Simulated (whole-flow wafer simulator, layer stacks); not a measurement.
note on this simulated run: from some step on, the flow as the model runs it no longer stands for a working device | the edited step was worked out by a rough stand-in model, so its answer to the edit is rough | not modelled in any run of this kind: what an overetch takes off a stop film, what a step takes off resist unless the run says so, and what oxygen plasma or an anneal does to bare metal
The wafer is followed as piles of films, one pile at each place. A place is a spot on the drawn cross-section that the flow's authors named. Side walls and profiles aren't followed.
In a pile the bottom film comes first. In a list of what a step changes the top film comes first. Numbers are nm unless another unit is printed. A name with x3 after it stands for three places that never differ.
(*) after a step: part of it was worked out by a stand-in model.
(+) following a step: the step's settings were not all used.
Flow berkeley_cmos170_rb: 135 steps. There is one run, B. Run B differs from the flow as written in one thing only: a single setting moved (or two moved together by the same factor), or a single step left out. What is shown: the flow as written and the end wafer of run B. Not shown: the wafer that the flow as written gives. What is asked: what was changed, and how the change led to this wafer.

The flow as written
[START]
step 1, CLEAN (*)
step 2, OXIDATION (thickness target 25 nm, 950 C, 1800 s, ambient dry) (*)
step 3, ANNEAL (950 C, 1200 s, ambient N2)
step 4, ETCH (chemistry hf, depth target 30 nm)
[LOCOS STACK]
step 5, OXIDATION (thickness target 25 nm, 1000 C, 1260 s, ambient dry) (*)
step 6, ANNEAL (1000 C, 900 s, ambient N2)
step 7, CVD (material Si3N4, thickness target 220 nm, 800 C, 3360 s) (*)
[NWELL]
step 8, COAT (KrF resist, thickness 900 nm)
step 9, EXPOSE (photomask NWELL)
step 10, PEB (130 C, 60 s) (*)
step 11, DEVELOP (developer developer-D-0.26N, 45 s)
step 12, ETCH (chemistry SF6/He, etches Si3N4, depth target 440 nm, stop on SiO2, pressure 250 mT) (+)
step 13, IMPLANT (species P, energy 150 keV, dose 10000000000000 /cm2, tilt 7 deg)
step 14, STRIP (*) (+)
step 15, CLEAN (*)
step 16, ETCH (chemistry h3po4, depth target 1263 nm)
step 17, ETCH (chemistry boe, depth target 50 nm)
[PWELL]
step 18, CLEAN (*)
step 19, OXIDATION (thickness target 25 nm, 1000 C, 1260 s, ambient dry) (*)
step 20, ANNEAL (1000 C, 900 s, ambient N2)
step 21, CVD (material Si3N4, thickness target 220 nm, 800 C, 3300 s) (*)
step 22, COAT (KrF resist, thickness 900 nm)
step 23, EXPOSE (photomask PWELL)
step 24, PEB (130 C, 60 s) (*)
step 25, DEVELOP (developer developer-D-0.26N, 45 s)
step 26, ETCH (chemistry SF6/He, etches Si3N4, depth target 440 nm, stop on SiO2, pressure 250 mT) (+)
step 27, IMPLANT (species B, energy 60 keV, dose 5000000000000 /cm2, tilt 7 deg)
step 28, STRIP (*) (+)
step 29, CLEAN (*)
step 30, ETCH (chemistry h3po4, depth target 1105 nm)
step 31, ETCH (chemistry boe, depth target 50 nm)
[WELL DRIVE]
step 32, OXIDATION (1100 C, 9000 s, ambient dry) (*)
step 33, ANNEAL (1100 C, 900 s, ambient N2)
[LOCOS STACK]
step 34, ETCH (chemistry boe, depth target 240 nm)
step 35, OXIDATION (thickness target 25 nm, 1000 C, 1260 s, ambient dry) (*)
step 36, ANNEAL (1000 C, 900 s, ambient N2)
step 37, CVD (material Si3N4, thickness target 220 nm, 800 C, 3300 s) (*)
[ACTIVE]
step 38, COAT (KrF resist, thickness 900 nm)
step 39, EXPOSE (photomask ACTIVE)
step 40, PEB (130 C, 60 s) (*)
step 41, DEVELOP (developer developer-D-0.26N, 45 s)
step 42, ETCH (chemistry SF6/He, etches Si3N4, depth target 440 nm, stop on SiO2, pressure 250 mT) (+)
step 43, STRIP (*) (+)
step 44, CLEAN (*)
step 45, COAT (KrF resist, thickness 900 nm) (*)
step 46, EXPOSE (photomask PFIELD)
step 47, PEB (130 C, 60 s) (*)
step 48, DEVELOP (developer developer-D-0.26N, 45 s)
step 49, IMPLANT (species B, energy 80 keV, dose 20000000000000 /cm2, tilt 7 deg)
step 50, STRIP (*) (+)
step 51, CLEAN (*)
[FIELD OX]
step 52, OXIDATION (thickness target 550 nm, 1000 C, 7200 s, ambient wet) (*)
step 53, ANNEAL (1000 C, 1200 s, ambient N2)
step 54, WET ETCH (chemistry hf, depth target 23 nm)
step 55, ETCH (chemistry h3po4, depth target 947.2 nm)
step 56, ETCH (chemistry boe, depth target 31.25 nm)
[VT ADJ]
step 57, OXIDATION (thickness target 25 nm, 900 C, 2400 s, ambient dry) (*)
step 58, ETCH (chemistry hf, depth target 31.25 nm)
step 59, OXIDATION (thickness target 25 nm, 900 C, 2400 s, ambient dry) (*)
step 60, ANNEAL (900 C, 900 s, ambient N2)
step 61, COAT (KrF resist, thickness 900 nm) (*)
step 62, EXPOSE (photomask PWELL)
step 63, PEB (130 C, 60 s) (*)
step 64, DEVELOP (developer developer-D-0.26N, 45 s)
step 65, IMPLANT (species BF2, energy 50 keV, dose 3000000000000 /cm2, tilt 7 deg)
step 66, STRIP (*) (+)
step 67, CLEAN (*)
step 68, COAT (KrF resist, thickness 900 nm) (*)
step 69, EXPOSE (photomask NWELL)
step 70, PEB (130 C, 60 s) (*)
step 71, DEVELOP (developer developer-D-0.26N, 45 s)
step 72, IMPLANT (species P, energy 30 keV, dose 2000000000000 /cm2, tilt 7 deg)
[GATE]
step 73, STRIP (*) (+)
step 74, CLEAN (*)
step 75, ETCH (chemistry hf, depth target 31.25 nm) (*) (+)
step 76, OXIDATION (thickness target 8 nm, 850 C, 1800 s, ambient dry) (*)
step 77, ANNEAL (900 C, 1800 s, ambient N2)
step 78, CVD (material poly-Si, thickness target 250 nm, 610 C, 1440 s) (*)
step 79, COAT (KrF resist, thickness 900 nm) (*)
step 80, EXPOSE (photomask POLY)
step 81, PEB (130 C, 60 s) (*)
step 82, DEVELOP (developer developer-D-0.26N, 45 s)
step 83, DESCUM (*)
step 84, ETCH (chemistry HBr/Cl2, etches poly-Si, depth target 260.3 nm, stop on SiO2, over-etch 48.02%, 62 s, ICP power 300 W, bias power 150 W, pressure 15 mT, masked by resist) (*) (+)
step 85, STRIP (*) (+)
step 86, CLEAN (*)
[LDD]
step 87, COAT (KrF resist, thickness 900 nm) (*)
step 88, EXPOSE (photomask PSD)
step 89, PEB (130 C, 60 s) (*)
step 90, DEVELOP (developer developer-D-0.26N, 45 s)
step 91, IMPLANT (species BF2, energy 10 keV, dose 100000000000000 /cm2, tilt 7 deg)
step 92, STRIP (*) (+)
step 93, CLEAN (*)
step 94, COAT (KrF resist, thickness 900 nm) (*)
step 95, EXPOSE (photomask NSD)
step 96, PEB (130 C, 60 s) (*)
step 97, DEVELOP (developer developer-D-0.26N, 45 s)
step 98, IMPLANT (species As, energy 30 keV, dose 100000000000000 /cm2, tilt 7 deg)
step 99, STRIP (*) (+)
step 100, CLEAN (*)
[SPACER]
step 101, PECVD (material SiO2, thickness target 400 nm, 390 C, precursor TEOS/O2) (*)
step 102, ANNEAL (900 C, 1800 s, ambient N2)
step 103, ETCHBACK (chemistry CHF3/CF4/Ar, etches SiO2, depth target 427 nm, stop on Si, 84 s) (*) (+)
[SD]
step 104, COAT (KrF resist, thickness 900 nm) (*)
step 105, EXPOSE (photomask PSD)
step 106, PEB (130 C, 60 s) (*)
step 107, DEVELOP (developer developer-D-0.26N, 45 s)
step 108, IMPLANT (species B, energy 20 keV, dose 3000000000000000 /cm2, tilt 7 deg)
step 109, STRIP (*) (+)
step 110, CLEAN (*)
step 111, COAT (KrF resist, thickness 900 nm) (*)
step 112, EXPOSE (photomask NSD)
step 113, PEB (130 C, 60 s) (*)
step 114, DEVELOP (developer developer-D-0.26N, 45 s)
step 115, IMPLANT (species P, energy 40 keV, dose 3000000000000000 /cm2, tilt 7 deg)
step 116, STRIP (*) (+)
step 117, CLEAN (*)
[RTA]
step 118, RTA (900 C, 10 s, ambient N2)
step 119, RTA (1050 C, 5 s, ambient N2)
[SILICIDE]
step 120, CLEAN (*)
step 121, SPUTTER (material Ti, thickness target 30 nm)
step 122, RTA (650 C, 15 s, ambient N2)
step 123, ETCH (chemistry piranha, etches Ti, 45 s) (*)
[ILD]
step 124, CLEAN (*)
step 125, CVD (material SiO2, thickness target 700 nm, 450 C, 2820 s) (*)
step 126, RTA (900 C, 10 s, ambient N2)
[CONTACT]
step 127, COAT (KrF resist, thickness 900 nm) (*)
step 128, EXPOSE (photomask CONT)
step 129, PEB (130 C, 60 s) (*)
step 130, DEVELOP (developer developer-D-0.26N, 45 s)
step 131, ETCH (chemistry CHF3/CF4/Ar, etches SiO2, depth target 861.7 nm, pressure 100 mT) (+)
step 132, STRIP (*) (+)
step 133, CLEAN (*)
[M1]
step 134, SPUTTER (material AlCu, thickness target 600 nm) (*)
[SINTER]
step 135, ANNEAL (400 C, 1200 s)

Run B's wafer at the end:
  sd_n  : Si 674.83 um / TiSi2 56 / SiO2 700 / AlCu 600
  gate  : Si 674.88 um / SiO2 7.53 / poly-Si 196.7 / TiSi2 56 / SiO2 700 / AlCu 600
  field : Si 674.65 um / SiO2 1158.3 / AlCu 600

Cause: step 32, OXIDATION: 4500 s was run, whereas the flow has 9000 s.

How this came from the change, step by step:
  step 32, OXIDATION (1100 C, 9000 s, ambient dry) (*)
      field, sd_n, spacer_n and 6 more: SiO2 gains 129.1 (new film), Si loses 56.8 (as written it would have been: SiO2 gains 197.6 (new film), Si loses 86.9)
  step 34, ETCH (chemistry boe, depth target 240 nm)
      field, sd_n, spacer_n and 6 more: SiO2 loses 129.1 (all of it) (as written it would have been: SiO2 loses 197.6 (all of it))
